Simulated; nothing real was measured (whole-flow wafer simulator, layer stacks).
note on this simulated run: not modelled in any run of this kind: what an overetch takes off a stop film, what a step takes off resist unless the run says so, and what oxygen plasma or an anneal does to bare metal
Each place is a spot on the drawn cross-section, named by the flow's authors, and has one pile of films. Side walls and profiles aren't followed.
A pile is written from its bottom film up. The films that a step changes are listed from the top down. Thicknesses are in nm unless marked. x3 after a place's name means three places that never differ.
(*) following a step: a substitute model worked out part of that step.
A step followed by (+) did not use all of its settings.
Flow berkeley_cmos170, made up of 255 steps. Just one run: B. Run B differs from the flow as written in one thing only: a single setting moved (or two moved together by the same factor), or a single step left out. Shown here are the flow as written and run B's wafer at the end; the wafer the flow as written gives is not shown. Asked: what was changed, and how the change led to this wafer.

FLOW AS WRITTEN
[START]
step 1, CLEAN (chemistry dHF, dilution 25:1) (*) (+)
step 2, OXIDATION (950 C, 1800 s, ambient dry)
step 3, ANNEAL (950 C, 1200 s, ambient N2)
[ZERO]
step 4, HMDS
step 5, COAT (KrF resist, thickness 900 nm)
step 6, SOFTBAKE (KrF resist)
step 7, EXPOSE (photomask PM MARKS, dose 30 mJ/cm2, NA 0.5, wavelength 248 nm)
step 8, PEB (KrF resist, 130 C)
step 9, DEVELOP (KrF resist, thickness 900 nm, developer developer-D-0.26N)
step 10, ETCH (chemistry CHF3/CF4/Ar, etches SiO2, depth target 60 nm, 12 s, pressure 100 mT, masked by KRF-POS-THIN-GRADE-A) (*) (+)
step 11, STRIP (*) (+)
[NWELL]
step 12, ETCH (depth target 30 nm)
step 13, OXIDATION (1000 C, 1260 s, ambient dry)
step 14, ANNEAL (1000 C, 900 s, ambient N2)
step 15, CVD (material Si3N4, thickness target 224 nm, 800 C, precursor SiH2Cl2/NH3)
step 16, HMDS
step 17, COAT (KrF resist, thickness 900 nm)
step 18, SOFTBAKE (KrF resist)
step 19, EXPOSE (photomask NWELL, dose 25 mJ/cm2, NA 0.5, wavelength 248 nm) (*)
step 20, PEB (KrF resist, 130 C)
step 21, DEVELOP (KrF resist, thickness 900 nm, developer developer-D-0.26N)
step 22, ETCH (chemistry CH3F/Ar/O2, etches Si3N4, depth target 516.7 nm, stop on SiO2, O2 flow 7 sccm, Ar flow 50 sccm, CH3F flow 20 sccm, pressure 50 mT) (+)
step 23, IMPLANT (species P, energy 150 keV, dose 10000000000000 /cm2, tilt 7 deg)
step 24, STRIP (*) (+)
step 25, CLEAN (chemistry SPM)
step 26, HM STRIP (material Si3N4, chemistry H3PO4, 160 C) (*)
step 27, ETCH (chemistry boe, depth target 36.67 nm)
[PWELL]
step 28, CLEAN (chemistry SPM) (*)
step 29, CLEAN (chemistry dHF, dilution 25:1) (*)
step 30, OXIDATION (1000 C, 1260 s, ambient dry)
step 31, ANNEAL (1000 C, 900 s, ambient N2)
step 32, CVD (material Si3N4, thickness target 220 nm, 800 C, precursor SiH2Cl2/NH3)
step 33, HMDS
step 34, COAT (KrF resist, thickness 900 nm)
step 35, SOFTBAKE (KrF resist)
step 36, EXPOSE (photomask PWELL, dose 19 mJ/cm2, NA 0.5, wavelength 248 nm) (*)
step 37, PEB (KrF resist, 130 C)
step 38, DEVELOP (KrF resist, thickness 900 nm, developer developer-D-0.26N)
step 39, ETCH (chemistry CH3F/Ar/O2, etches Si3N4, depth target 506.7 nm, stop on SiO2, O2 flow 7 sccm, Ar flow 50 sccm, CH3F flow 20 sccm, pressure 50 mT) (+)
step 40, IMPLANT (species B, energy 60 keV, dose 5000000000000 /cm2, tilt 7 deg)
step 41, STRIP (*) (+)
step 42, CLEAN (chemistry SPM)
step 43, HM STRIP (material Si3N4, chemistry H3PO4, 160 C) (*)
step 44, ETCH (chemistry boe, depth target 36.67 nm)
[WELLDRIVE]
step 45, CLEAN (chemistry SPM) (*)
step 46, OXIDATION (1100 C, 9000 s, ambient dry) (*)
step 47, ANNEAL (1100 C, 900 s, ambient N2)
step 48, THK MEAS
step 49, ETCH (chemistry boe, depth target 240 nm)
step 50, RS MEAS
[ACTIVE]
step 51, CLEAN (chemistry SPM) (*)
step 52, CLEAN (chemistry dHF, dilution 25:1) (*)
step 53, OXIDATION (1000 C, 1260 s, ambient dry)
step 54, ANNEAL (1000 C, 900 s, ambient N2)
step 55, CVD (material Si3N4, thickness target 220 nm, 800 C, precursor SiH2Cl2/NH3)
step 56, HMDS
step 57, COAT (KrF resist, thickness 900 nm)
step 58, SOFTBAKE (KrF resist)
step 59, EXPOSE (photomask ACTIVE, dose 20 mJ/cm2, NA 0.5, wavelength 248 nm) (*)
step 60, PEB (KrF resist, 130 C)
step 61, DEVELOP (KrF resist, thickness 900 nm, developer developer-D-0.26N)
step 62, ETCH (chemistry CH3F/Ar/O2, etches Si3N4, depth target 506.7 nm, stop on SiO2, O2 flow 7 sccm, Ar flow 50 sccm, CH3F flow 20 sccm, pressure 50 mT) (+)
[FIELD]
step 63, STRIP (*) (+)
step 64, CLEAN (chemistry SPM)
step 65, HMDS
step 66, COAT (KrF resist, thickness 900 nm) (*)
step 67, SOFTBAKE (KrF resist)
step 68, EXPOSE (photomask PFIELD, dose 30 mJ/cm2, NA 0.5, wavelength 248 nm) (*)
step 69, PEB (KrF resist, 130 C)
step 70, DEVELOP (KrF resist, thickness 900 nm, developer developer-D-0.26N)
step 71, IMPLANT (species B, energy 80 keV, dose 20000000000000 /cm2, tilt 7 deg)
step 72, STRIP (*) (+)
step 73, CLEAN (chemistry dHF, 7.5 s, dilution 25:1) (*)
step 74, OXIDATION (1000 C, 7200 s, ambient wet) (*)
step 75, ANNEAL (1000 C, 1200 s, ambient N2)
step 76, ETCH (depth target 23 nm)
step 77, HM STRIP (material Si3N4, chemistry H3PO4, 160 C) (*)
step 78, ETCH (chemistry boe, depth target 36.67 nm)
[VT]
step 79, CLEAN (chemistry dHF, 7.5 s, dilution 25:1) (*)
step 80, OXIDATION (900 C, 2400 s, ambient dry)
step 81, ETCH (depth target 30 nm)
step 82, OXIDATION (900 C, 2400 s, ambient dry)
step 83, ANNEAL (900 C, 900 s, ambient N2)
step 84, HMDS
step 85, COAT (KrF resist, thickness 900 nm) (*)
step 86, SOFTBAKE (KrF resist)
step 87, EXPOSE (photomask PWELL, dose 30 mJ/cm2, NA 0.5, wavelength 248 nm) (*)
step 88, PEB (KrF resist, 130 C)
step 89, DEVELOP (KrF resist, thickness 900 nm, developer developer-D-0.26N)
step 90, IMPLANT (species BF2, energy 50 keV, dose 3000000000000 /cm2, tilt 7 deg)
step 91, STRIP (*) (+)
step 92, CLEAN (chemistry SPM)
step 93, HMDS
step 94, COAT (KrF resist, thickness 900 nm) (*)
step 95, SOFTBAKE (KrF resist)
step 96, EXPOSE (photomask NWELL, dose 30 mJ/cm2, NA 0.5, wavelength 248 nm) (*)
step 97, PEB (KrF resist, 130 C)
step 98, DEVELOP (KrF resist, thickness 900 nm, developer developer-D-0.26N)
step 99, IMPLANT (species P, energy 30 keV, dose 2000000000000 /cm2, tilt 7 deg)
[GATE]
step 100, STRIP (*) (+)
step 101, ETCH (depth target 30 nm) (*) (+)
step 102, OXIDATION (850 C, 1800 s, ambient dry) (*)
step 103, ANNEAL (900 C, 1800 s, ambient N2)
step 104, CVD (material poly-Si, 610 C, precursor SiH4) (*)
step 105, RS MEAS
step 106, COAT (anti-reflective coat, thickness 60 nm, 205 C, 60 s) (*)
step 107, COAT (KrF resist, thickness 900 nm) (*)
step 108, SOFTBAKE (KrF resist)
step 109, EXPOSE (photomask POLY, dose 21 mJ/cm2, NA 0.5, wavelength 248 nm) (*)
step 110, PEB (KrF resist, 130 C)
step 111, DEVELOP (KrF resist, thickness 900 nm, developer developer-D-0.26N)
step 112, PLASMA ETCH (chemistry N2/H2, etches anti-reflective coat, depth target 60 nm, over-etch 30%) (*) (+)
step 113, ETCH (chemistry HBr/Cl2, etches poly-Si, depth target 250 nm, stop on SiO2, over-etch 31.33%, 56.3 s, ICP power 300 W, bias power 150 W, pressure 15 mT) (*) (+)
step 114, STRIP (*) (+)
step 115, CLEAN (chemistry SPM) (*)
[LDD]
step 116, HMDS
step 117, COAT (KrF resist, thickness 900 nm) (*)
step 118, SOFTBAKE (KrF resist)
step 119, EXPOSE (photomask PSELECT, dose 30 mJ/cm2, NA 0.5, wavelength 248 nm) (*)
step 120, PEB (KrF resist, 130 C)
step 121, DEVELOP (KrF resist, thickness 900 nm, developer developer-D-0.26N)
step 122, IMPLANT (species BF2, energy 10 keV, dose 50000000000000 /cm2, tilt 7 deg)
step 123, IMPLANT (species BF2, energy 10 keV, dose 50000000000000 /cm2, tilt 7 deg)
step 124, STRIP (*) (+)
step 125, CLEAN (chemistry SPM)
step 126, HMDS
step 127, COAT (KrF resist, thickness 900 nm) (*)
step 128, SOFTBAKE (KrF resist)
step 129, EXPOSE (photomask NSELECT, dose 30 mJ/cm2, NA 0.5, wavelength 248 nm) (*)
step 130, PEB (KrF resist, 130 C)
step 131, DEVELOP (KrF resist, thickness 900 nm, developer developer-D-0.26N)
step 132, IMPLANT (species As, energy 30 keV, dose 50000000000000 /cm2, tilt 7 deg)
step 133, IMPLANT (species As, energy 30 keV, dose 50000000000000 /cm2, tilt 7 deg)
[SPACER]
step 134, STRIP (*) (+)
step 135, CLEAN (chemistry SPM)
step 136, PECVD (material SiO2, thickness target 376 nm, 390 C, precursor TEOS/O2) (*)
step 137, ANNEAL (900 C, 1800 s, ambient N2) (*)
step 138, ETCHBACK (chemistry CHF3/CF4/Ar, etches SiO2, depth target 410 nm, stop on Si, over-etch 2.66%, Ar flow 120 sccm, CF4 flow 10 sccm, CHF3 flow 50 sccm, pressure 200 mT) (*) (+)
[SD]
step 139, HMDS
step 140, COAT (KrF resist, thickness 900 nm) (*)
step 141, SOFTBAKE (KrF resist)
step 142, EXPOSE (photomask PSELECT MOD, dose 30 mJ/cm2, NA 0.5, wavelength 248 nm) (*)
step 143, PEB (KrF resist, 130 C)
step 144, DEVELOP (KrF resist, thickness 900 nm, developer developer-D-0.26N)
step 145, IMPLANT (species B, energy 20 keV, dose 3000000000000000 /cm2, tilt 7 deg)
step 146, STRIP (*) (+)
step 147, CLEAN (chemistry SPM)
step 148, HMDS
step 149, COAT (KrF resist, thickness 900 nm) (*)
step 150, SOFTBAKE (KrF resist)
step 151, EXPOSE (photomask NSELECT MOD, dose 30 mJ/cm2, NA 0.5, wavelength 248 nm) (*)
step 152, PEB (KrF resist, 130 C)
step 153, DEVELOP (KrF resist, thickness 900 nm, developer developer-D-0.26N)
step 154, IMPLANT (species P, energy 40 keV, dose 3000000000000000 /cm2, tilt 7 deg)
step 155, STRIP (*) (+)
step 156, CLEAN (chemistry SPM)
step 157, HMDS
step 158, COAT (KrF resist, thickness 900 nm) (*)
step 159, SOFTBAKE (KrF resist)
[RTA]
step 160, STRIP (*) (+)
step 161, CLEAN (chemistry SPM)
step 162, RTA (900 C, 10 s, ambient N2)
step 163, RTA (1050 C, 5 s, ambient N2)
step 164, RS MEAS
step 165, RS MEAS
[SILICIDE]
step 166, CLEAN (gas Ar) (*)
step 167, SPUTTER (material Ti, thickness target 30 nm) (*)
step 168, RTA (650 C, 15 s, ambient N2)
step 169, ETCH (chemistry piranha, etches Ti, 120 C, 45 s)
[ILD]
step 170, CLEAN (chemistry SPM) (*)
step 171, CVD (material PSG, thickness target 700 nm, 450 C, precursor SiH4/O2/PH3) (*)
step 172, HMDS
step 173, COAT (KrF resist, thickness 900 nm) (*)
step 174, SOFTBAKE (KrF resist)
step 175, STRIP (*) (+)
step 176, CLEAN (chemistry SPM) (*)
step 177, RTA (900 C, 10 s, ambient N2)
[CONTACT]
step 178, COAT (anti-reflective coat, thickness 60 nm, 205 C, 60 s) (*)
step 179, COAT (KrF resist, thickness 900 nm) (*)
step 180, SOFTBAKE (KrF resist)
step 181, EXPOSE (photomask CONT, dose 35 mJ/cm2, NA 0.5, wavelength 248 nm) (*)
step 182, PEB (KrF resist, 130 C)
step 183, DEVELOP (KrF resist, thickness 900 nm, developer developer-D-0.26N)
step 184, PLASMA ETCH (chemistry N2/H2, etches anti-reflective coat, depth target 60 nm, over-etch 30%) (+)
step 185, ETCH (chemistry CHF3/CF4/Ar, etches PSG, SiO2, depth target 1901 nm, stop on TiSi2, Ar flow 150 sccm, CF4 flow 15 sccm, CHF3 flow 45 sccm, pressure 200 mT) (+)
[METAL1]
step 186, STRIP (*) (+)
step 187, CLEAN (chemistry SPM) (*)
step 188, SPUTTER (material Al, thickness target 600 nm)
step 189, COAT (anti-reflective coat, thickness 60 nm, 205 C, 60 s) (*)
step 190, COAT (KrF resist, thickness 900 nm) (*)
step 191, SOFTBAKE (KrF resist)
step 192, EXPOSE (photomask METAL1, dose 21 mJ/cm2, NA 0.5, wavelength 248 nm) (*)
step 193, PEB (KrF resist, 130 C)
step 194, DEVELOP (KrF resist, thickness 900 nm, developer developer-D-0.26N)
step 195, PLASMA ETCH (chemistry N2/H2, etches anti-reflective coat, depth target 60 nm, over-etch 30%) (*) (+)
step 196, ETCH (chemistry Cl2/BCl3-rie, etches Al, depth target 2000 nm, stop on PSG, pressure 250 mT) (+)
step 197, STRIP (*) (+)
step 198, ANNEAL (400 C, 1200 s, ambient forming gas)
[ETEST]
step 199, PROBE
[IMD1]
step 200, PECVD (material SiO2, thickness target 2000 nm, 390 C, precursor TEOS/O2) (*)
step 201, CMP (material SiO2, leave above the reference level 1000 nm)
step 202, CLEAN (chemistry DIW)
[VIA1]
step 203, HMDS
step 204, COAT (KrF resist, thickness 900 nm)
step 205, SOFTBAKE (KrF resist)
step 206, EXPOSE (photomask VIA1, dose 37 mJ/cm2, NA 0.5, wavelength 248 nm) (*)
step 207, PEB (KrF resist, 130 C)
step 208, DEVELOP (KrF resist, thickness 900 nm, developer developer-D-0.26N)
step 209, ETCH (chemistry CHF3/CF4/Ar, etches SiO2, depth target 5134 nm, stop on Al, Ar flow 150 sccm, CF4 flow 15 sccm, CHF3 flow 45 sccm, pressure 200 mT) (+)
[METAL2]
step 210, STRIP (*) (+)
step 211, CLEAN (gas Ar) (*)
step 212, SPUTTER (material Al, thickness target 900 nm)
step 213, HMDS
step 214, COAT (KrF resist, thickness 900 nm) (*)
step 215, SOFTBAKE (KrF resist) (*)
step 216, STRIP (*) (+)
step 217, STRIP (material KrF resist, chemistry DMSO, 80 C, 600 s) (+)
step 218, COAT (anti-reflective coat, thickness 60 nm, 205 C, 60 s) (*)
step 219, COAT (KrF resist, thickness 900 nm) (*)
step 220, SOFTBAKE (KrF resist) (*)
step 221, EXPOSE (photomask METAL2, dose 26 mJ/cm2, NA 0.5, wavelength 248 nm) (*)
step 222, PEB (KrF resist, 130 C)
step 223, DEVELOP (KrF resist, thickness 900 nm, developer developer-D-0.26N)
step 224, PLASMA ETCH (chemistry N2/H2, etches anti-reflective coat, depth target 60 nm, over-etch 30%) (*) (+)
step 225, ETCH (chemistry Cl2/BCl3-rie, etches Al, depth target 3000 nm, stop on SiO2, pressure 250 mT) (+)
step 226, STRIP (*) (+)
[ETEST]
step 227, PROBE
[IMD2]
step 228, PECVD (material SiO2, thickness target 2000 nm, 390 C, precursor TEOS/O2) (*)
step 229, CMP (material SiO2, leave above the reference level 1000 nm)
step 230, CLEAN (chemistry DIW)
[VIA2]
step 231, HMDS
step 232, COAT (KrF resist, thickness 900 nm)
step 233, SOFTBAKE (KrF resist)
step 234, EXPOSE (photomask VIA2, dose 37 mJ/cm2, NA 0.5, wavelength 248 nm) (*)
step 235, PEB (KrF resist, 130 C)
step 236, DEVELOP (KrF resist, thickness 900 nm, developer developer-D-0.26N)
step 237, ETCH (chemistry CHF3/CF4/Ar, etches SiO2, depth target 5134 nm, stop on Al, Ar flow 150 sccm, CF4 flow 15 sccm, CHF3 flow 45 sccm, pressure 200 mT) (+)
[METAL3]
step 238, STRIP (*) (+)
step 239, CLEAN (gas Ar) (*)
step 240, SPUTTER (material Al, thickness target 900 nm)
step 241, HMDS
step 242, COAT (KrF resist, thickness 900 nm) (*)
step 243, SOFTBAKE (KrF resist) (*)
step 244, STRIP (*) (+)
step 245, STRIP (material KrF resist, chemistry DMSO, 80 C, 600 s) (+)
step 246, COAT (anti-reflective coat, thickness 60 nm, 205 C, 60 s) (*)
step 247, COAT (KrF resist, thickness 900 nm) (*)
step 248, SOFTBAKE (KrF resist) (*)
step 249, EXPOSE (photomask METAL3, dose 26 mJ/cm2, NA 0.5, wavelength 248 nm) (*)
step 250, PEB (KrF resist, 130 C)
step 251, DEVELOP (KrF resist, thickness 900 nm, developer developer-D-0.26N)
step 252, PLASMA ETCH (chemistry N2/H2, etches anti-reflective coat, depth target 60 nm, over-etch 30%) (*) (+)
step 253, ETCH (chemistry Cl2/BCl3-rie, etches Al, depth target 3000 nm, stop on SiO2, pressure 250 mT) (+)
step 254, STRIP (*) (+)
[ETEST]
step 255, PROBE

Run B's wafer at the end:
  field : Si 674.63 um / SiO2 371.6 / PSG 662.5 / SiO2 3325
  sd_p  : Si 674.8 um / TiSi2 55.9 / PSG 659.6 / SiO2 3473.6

Cause: step 81, ETCH: depth target 39 nm was run, while the flow as written has depth target 30 nm.

The path from the change to this, step by step:
  step 81, ETCH (depth target 30 nm)
      field: -39 SiO2 (it would be, as written: -30 SiO2)
  step 106, COAT (anti-reflective coat, thickness 60 nm, 205 C, 60 s) (*)
      sd_n: +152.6 anti-reflective coat (new film) (it would be, as written: +158.6 anti-reflective coat (new film))
      spacer_n: +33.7 anti-reflective coat (new film) (it would be, as written: +31.5 anti-reflective coat (new film))
      (also at 4 further places)
  step 112, PLASMA ETCH (chemistry N2/H2, etches anti-reflective coat, depth target 60 nm, over-etch 30%) (*) (+)
      sd_n: -152.6 anti-reflective coat (all of it), -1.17 poly-Si (it would be, as written: -158.6 anti-reflective coat (all of it), -1.22 poly-Si)
      spacer_n: -33.7 anti-reflective coat (all of it), -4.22 poly-Si (it would be, as written: -31.5 anti-reflective coat (all of it), -4.48 poly-Si)
      (also at 2 further places)
  step 114, STRIP (*) (+)
      gate_n: +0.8 chemical SiO2 (new film), -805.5 KrF resist (all of it), -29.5 anti-reflective coat (all of it), -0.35 poly-Si (it would be, as written: +0.8 chemical SiO2 (new film), -812.6 KrF resist (all of it), -27.3 anti-reflective coat (all of it), -0.35 poly-Si)
      gate_p: +0.8 chemical SiO2 (new film), -777.5 KrF resist (all of it), -31.2 anti-reflective coat (all of it), -0.35 poly-Si (it would be, as written: +0.8 chemical SiO2 (new film), -782.1 KrF resist (all of it), -29.6 anti-reflective coat (all of it), -0.35 poly-Si)
  step 178, COAT (anti-reflective coat, thickness 60 nm, 205 C, 60 s) (*)
      sd_n: +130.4 anti-reflective coat (new film) (it would be, as written: +135.1 anti-reflective coat (new film))
  step 186, STRIP (*) (+)
      sd_n: -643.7 KrF resist (all of it), -130.4 anti-reflective coat (all of it) (it would be, as written: -643.8 KrF resist (all of it), -135.1 anti-reflective coat (all of it))
